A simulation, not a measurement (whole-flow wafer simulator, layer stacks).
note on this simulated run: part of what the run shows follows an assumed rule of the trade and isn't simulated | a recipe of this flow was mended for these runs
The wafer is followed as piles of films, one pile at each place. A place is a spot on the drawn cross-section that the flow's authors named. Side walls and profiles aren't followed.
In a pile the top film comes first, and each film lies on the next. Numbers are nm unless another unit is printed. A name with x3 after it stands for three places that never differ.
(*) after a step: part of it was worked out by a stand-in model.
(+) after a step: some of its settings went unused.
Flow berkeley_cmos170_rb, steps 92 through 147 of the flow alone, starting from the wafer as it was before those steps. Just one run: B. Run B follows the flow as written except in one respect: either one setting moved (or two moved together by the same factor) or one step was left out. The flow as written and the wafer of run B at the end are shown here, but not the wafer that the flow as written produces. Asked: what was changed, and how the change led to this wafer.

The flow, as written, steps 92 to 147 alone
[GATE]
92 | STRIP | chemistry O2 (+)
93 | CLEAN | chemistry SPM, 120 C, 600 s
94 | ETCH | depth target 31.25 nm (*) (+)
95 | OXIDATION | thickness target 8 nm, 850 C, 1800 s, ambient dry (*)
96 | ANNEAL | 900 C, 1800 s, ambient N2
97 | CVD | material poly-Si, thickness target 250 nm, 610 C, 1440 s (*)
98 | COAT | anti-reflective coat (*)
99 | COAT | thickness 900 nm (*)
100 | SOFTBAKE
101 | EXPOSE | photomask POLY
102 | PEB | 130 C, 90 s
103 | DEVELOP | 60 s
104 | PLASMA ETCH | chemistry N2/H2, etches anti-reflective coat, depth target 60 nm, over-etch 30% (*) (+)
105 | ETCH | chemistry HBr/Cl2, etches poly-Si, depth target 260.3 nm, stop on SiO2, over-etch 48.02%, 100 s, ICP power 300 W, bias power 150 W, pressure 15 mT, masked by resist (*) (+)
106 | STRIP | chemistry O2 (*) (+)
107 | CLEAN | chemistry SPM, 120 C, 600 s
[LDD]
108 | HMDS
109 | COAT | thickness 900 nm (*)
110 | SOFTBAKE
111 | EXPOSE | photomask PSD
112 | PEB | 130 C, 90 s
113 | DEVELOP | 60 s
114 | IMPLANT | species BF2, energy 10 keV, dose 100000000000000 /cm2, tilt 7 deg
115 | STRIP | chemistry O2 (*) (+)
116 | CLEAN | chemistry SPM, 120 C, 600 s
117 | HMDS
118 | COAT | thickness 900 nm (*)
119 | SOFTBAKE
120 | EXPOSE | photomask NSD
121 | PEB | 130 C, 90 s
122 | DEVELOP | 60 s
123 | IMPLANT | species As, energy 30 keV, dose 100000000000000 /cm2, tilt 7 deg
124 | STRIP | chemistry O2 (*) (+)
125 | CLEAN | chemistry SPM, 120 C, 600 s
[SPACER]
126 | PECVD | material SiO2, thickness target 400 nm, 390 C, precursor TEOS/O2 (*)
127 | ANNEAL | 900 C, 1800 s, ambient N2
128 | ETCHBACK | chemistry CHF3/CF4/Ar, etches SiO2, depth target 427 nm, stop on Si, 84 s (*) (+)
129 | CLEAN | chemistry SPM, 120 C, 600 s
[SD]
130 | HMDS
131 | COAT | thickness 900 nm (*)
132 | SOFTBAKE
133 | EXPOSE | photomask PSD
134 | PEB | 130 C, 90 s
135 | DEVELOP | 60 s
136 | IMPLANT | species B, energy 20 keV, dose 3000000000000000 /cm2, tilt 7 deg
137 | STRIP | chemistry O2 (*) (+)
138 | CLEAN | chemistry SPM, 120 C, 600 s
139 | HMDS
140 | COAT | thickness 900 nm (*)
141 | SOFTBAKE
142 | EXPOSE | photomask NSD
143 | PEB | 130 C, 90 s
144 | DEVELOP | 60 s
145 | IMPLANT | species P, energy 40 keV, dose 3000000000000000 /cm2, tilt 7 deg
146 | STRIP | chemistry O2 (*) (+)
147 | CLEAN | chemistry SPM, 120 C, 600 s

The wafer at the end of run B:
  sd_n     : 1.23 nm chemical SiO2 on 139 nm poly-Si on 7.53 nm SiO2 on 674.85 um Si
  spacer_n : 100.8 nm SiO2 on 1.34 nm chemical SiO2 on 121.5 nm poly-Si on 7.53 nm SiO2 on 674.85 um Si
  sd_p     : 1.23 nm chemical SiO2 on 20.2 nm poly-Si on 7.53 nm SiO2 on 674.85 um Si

What caused this: step 104, PLASMA ETCH: chemistry N2/H2, etches anti-reflective coat, depth target 60 nm, over-etch 30% (*) (+), was skipped.

How this came from the change, step by step:
  105 | ETCH | chemistry HBr/Cl2, etches poly-Si, depth target 260.3 nm, stop on SiO2, over-etch 48.02%, 100 s, ICP power 300 W, bias power 150 W, pressure 15 mT, masked by resist (*) (+)
      spacer_n, spacer_p: -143 anti-reflective coat (all of it), -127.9 poly-Si (in the flow as written it would be: -248.5 poly-Si (all of it), -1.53 SiO2)
      field: -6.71 anti-reflective coat (all of it), -250 poly-Si (all of it), -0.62 SiO2 (in the flow as written it would be: -245 poly-Si (all of it), -1.8 SiO2)
      (as well as at 4 more places)
  106 | STRIP | chemistry O2 (*) (+)
      sd_n, spacer_n, sd_p, spacer_p, m1: +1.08 chemical SiO2 (new film), -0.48 poly-Si (in the flow as written it would be: nothing)
      gate: +0.82 chemical SiO2 (new film), -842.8 KrF-resist (all of it), -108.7 anti-reflective coat (all of it), -0.36 poly-Si (in the flow as written it would be: +0.78 chemical SiO2 (new film), -642.2 KrF-resist (all of it), -108.7 anti-reflective coat (all of it), -0.34 poly-Si)
      (as well as at 1 more place)
  109 | COAT | thickness 900 nm (*)
      field: +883 KrF-resist (new film) (in the flow as written it would be: +850.1 KrF-resist (new film))
      sd_n: +886.7 KrF-resist (new film) (in the flow as written it would be: +1005.4 KrF-resist (new film))
      (as well as at 5 more places)
  113 | DEVELOP | 60 s
      spacer_p: -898 KrF-resist (all of it) (in the flow as written it would be: -994.2 KrF-resist (all of it))
      gate_p: -772.3 KrF-resist (all of it) (in the flow as written it would be: -744.1 KrF-resist (all of it))
  115 | STRIP | chemistry O2 (*) (+)
      sd_n: -869.8 KrF-resist (all of it), +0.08 chemical SiO2 (in the flow as written it would be: -988.2 KrF-resist (all of it))
      spacer_n: -927.6 KrF-resist (all of it), +0.08 chemical SiO2 (in the flow as written it would be: -982.4 KrF-resist (all of it))
      (as well as at 3 more places)
  118 | COAT | thickness 900 nm (*)
      field: +883 KrF-resist (new film) (in the flow as written it would be: +849.7 KrF-resist (new film))
      sd_n: +886.7 KrF-resist (new film) (in the flow as written it would be: +1005.4 KrF-resist (new film))
      (as well as at 5 more places)
  122 | DEVELOP | 60 s
      sd_n: -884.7 KrF-resist (all of it) (in the flow as written it would be: -1003.1 KrF-resist (all of it))
      spacer_n: -942.7 KrF-resist (all of it) (in the flow as written it would be: -996.7 KrF-resist (all of it))
      (as well as at 2 more places)
  124 | STRIP | chemistry O2 (*) (+)
      spacer_p: -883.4 KrF-resist (all of it), +0.05 chemical SiO2, -0.02 poly-Si (in the flow as written it would be: -978.6 KrF-resist (all of it))
      field: -866.1 KrF-resist (all of it) (in the flow as written it would be: -832.8 KrF-resist (all of it))
      (as well as at 1 more place)
  126 | PECVD | material SiO2, thickness target 400 nm, 390 C, precursor TEOS/O2 (*)
      sd_n, m1: +400 SiO2 (new film) (in the flow as written it would be: +400 SiO2)
      spacer_n, spacer_p: +394.4 SiO2 (new film) (in the flow as written it would be: +385.3 SiO2)
      (as well as at 1 more place)
  128 | ETCHBACK | chemistry CHF3/CF4/Ar, etches SiO2, depth target 427 nm, stop on Si, 84 s (*) (+)
      sd_n: -400 SiO2 (all of it), -1.34 chemical SiO2 (all of it), -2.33 poly-Si (in the flow as written it would be: -406 SiO2 (all of it), -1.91 Si)
      sd_p: -387.2 SiO2 (all of it), -1.35 chemical SiO2 (all of it), -3.49 poly-Si (in the flow as written it would be: -391.2 SiO2 (all of it), -3.26 Si)
      (as well as at 3 more places)
  131 | COAT | thickness 900 nm (*)
      field: +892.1 KrF-resist (new film) (in the flow as written it would be: +864.3 KrF-resist (new film))
      sd_n: +878 KrF-resist (new film) (in the flow as written it would be: +1002.7 KrF-resist (new film))
      (as well as at 5 more places)
  135 | DEVELOP | 60 s
      spacer_p: -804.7 KrF-resist (all of it) (in the flow as written it would be: -783.4 KrF-resist (all of it))
      gate_p: -784.1 KrF-resist (all of it) (in the flow as written it would be: -762.3 KrF-resist (all of it))
  137 | STRIP | chemistry O2 (*) (+)
      sd_n: -861.1 KrF-resist (all of it), +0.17 chemical SiO2 (in the flow as written it would be: -985.4 KrF-resist (all of it), +0.17 chemical SiO2, -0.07 Si)
      m1: -941.3 KrF-resist (all of it), +0.17 chemical SiO2, -0.07 poly-Si (in the flow as written it would be: -979.2 KrF-resist (all of it), +0.17 chemical SiO2, -0.07 Si)
      (as well as at 4 more places)
  140 | COAT | thickness 900 nm (*)
      field: +892.1 KrF-resist (new film) (in the flow as written it would be: +864.2 KrF-resist (new film))
      sd_n: +878 KrF-resist (new film) (in the flow as written it would be: +1002.3 KrF-resist (new film))
      (as well as at 6 more places)
  144 | DEVELOP | 60 s
      sd_n: -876 KrF-resist (all of it) (in the flow as written it would be: -1000 KrF-resist (all of it))
      spacer_n: -842.1 KrF-resist (all of it) (in the flow as written it would be: -789.7 KrF-resist (all of it))
      (as well as at 3 more places)
  146 | STRIP | chemistry O2 (*) (+)
      field: -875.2 KrF-resist (all of it) (in the flow as written it would be: -847.3 KrF-resist (all of it))
      spacer_p: -789.8 KrF-resist (all of it) (in the flow as written it would be: -768.5 KrF-resist (all of it))
      (as well as at 1 more place)
